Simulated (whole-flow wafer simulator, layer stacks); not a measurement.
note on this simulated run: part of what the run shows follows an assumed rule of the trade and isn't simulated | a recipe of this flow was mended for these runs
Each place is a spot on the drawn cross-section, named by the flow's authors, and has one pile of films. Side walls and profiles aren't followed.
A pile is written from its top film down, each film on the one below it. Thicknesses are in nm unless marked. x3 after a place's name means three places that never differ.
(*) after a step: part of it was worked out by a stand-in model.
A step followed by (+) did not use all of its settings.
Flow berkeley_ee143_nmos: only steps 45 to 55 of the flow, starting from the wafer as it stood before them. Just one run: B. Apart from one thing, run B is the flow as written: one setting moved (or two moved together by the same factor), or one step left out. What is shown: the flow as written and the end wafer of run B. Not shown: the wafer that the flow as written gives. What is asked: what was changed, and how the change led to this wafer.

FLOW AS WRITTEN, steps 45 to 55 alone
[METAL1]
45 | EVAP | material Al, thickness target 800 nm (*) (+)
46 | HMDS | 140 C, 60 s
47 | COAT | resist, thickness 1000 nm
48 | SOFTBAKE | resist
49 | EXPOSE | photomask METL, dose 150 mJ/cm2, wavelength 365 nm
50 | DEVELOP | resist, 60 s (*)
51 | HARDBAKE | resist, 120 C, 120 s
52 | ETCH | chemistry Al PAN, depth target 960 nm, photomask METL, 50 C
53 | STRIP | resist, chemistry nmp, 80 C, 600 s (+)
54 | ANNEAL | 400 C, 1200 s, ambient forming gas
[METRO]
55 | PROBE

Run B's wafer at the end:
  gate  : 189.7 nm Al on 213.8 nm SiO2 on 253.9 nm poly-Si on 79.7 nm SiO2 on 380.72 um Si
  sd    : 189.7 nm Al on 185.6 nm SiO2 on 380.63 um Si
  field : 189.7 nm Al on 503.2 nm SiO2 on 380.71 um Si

Cause: step 52, ETCH: depth target 597 nm was run, while the flow as written has depth target 960 nm.

Step by step, how the change led to this:
  52 | ETCH | chemistry Al PAN, depth target 960 nm, photomask METL, 50 C
      gate, sd, field: Al loses 597 (in the flow as written it would be: Al loses 786.7 (all of it))
Taking metal films that touch as one body, gate has 1 body; the flow as written gives 0 bodies.
Taking metal films that touch as one body, sd has 1 body; the flow as written gives 0 bodies.
Taking metal films that touch as one body, field has 1 body; the flow as written gives 0 bodies.
